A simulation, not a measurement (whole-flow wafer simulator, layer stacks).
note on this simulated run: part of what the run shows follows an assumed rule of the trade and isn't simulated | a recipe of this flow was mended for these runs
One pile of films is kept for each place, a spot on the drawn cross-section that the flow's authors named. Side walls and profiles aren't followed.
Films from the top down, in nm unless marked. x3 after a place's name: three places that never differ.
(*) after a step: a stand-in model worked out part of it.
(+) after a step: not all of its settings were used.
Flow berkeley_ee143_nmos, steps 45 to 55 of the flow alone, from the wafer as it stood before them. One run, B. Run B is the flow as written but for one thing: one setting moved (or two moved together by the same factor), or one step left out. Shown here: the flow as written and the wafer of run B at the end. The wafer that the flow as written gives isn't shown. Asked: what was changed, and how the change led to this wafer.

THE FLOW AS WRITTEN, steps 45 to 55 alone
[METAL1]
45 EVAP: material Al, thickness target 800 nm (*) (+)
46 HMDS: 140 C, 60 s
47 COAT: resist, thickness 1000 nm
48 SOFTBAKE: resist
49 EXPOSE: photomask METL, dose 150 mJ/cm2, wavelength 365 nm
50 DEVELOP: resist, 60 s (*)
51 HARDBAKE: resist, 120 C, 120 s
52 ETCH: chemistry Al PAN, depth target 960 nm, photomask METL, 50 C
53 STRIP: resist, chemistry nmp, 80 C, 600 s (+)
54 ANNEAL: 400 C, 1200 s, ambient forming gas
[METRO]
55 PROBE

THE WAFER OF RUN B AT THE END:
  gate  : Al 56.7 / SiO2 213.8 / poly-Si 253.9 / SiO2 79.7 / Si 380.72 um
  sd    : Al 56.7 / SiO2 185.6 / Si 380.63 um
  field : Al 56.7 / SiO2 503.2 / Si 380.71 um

The cause: step 52, ETCH: depth target 730 nm was run, where the flow has depth target 960 nm.

How the change led to this, step by step:
  52 ETCH: chemistry Al PAN, depth target 960 nm, photomask METL, 50 C
      gate, sd, field: Al -730 (as written it would be: Al -786.7 (all of it))
Counting metal films that touch as one body, gate has 1 body; the flow as written gives 0 bodies.
Counting metal films that touch as one body, sd has 1 body; the flow as written gives 0 bodies.
Counting metal films that touch as one body, field has 1 body; the flow as written gives 0 bodies.
